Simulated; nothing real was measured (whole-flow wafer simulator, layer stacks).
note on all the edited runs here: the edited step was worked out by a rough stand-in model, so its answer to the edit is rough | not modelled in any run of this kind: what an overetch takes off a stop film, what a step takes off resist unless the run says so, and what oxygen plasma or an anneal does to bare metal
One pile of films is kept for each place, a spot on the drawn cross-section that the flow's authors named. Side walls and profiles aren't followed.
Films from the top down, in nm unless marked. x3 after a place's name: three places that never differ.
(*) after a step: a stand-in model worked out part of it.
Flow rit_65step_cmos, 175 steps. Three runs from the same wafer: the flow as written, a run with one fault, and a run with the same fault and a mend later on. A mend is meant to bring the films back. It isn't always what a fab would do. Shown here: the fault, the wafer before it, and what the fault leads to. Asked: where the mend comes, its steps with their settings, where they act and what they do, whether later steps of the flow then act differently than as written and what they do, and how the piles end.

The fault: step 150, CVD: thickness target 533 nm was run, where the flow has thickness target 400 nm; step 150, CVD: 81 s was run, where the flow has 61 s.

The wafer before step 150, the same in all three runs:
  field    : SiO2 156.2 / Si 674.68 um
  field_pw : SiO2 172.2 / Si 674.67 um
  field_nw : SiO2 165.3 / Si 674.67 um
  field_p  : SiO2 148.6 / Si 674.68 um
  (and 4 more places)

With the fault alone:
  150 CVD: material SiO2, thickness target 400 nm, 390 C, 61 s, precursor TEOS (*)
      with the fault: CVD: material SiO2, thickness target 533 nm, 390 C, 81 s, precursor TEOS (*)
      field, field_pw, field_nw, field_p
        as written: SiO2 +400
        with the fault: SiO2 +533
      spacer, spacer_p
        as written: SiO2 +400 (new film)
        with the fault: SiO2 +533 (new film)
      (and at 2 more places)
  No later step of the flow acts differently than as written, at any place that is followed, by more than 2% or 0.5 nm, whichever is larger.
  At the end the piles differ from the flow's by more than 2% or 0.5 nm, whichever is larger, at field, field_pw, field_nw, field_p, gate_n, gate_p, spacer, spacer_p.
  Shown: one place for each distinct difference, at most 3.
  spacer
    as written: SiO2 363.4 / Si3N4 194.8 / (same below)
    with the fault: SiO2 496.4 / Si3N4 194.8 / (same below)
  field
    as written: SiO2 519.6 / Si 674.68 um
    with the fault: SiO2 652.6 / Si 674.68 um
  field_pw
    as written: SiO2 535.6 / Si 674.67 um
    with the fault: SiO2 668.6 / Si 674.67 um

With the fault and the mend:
  The mend comes after step 151.
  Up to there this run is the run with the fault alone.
  151a ETCH: chemistry boe, depth target 134.8 nm
      field, field_pw, field_nw, field_p, gate_n, gate_p, spacer, spacer_p
        SiO2 -134.8
  No later step of the flow acts differently than as written, at any place that is followed, by more than 2% or 0.5 nm, whichever is larger.
  At the end the piles differ from the flow's only slightly at the places that both follow, by at most 2% or 0.5 nm, whichever is larger.
